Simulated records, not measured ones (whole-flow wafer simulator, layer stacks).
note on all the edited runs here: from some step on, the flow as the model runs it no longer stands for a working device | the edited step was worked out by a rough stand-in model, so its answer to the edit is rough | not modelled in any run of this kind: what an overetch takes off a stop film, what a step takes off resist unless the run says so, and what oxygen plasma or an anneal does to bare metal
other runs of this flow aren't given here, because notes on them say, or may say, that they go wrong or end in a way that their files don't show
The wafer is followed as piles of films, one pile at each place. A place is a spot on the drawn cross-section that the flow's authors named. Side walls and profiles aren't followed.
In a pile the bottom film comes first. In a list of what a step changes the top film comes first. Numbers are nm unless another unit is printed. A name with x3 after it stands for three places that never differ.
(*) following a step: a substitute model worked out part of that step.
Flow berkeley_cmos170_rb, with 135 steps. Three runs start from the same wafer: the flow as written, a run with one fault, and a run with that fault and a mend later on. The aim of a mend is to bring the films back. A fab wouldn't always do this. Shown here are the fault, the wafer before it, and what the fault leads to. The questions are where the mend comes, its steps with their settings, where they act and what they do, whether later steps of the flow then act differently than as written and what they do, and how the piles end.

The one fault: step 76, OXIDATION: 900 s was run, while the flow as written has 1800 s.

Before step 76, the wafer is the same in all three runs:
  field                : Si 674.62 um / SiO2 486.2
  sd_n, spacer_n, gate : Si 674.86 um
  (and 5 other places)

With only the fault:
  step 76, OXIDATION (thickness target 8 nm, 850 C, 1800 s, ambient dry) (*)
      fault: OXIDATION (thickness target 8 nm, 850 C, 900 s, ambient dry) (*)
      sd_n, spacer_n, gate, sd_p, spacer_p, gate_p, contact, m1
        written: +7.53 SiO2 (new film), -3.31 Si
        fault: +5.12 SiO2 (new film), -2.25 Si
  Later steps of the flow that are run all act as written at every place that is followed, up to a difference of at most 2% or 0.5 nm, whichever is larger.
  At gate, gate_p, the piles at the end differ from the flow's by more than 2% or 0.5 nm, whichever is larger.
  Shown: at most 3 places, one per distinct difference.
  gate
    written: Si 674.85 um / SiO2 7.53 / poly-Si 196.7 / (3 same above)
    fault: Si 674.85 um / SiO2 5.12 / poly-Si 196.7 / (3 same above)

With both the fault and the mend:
  After step 76 comes the mend.
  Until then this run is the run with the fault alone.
  step 76a, OXIDATION (thickness target 8 nm, 850 C, 900 s, ambient dry) (*) (a further turn of the flow's step 76, with different settings)
      sd_n, spacer_n, gate, sd_p, spacer_p, gate_p, contact, m1
        +2.41 SiO2, -1.06 Si
      field
        +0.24 SiO2, -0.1 Si
  Later steps of the flow that are run all act as written at every place that is followed.
  The piles end the same as the flow's at every place that both follow.
